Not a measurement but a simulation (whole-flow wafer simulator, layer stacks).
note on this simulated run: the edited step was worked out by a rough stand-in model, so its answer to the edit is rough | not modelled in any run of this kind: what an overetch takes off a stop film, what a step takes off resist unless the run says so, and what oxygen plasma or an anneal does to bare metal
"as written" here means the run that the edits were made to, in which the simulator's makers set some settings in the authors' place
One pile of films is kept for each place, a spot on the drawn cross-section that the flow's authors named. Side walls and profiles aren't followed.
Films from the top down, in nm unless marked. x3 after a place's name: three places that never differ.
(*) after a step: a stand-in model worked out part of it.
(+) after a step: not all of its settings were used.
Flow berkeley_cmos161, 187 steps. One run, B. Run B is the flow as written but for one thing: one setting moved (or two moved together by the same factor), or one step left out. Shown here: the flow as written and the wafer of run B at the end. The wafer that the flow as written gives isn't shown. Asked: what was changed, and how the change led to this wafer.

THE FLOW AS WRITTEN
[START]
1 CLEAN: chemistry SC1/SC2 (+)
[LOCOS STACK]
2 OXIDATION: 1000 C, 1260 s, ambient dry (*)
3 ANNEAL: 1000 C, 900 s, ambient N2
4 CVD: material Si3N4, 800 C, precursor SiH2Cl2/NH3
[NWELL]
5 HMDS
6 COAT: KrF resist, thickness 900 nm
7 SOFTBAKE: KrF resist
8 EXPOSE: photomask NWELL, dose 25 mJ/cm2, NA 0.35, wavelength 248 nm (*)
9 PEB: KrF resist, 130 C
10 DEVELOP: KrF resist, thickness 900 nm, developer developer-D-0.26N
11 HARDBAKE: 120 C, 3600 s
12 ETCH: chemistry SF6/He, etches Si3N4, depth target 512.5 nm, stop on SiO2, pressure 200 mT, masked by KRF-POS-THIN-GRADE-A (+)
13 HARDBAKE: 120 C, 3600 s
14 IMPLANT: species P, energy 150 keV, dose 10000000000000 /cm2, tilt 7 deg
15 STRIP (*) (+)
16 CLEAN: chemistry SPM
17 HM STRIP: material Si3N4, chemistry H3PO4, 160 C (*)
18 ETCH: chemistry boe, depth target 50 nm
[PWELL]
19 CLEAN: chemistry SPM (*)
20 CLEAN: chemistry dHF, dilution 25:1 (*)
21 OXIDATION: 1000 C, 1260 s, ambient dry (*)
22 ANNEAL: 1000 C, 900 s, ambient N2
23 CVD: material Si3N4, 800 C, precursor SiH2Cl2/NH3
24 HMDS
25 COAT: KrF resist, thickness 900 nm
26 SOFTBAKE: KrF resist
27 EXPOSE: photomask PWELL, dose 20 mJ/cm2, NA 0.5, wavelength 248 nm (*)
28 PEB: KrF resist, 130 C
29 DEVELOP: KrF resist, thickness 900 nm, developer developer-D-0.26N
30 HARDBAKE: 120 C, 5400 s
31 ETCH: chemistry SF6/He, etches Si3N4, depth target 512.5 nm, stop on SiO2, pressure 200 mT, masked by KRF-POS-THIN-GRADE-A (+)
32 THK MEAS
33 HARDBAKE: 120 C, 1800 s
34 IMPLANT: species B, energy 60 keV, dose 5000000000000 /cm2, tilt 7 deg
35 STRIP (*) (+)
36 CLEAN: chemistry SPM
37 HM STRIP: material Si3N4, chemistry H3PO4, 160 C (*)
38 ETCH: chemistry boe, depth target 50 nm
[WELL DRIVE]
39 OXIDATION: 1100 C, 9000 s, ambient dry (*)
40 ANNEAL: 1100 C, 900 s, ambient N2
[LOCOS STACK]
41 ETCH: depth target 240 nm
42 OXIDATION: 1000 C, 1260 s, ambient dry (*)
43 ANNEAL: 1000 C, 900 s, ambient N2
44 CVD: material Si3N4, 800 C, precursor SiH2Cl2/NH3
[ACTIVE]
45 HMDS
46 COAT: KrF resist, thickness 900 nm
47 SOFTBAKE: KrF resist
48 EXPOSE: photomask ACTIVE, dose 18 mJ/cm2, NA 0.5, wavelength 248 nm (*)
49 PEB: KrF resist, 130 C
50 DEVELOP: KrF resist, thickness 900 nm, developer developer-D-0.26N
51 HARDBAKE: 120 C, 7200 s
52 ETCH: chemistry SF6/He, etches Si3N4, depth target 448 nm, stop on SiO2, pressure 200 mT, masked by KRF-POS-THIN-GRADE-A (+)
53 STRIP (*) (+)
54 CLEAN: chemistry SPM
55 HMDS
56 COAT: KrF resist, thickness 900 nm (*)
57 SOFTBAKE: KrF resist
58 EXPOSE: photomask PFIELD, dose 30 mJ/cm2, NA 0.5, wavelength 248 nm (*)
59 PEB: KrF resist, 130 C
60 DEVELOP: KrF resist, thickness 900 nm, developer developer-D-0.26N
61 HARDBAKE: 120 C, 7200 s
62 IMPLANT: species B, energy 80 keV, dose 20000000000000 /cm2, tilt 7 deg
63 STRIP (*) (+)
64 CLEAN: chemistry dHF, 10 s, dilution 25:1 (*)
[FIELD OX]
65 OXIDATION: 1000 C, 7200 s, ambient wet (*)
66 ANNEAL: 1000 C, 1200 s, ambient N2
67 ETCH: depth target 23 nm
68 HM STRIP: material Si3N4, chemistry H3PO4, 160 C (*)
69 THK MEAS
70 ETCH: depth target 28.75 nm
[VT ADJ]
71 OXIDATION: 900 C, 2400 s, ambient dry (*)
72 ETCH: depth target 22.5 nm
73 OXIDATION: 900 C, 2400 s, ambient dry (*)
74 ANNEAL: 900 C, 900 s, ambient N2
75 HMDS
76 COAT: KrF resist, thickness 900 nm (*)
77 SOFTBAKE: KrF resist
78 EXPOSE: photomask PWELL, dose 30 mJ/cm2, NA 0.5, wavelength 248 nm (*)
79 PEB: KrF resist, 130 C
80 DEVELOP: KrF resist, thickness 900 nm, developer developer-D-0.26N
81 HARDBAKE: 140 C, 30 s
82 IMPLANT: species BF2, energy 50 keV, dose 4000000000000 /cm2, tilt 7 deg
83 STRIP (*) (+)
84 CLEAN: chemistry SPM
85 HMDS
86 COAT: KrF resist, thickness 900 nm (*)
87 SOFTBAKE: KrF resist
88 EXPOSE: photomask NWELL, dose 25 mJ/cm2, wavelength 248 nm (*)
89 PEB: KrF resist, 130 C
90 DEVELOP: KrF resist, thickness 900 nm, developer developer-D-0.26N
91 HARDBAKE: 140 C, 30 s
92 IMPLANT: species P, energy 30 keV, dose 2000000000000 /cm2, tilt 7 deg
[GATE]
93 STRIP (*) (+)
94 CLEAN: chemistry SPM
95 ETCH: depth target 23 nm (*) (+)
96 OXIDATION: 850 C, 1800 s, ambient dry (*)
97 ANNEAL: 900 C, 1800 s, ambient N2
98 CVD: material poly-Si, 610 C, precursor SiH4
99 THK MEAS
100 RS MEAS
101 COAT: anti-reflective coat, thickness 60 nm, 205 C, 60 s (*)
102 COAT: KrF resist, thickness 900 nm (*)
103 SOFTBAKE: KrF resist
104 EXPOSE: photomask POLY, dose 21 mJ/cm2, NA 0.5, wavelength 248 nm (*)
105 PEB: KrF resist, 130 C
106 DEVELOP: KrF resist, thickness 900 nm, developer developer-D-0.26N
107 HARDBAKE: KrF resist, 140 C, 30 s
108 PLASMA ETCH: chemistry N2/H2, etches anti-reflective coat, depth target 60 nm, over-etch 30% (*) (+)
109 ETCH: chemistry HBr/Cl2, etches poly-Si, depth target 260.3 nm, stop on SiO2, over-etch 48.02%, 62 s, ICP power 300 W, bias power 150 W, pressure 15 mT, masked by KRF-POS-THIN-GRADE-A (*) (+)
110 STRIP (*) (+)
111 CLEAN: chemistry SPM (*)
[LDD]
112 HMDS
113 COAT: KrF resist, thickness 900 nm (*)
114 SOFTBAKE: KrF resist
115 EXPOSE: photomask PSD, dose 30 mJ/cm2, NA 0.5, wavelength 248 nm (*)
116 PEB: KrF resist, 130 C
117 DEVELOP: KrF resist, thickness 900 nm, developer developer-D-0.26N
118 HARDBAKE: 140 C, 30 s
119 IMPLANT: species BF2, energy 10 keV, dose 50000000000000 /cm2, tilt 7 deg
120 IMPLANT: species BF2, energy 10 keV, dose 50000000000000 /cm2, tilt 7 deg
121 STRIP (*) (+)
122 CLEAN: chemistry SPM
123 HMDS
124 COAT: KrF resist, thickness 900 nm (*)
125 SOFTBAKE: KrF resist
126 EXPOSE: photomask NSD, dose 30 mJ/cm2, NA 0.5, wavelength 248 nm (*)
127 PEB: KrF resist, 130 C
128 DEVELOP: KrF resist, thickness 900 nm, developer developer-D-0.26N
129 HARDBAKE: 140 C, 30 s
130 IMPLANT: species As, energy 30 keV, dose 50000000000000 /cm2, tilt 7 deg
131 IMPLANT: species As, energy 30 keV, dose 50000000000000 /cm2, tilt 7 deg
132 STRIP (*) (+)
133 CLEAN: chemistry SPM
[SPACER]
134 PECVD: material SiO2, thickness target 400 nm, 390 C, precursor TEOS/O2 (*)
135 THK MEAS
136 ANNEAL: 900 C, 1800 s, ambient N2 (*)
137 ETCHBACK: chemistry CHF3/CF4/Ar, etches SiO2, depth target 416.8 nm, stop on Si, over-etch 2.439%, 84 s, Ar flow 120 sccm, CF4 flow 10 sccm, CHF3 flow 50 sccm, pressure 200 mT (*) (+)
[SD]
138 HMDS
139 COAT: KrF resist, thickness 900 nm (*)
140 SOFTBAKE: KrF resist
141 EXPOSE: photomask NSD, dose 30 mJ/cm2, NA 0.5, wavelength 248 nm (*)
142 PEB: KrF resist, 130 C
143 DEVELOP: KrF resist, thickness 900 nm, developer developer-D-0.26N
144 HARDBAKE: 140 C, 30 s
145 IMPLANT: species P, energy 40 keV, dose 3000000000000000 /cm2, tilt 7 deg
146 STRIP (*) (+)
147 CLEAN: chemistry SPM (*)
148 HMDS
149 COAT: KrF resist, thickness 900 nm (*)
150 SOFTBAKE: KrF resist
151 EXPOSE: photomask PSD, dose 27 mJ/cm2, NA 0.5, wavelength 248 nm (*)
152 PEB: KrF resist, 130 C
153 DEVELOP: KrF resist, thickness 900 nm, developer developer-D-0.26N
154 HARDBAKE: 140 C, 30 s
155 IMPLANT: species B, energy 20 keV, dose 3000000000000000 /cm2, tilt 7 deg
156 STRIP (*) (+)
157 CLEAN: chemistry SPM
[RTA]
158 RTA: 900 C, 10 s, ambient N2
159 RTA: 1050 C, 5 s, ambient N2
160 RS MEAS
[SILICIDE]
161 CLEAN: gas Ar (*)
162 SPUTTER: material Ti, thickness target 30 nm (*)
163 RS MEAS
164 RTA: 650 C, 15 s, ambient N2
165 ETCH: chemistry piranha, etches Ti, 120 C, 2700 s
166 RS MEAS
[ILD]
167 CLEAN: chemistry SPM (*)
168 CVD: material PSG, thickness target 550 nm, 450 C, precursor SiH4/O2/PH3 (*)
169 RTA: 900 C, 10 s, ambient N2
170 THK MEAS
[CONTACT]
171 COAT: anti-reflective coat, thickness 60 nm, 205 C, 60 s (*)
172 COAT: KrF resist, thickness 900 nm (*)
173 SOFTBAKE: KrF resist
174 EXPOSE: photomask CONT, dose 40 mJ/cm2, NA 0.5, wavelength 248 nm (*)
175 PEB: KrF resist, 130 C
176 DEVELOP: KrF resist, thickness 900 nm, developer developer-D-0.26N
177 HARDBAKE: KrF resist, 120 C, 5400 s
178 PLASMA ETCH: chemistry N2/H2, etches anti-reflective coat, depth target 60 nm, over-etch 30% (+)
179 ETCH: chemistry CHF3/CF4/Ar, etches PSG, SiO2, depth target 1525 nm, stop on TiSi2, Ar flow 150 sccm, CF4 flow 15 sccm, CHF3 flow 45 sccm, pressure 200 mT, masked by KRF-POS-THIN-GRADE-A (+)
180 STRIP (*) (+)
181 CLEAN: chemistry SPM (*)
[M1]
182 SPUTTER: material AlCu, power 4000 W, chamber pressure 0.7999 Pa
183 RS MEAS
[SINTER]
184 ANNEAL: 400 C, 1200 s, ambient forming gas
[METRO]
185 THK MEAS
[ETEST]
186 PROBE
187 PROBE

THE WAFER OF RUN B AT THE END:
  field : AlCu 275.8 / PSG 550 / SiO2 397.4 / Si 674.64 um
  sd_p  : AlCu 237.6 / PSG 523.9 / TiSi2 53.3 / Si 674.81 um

The cause: step 95, ETCH: depth target 34 nm was run, where the flow has depth target 23 nm.

How the change led to this, step by step:
  95 ETCH: depth target 23 nm (*) (+)
      field: SiO2 -34 (as written it would be: SiO2 -23)
  101 COAT: anti-reflective coat, thickness 60 nm, 205 C, 60 s (*)
      sd_n: anti-reflective coat +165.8 (new film) (as written it would be: anti-reflective coat +173.5 (new film))
      spacer_n: anti-reflective coat +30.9 (new film) (as written it would be: anti-reflective coat +28.7 (new film))
      (and at 4 more places)
  108 PLASMA ETCH: chemistry N2/H2, etches anti-reflective coat, depth target 60 nm, over-etch 30% (*) (+)
      sd_n: anti-reflective coat -165.8 (all of it), poly-Si -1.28 (as written it would be: anti-reflective coat -173.5 (all of it), poly-Si -1.33)
      spacer_n: anti-reflective coat -30.9 (all of it), poly-Si -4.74 (as written it would be: anti-reflective coat -28.7 (all of it), poly-Si -5.05)
      (and at 2 more places)
  110 STRIP (*) (+)
      gate_n: chemical SiO2 +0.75 (new film), KrF resist -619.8 (all of it), anti-reflective coat -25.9 (all of it), poly-Si -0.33 (as written it would be: chemical SiO2 +0.75 (new film), KrF resist -626.8 (all of it), anti-reflective coat -23.7 (all of it), poly-Si -0.33)
      gate_p: chemical SiO2 +0.75 (new film), KrF resist -593.8 (all of it), anti-reflective coat -29.2 (all of it), poly-Si -0.33 (as written it would be: chemical SiO2 +0.75 (new film), KrF resist -598.2 (all of it), anti-reflective coat -27.9 (all of it), poly-Si -0.33)
  171 COAT: anti-reflective coat, thickness 60 nm, 205 C, 60 s (*)
      sd_n: anti-reflective coat +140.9 (new film) (as written it would be: anti-reflective coat +149.7 (new film))
      m1: anti-reflective coat +95.2 (new film) (as written it would be: anti-reflective coat +97.8 (new film))
  180 STRIP (*) (+)
      sd_n: KrF resist -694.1 (all of it), anti-reflective coat -140.9 (all of it) (as written it would be: KrF resist -692.5 (all of it), anti-reflective coat -149.7 (all of it))
      m1: KrF resist -735.8 (all of it), anti-reflective coat -95.2 (all of it) (as written it would be: KrF resist -739.9 (all of it), anti-reflective coat -97.8 (all of it))
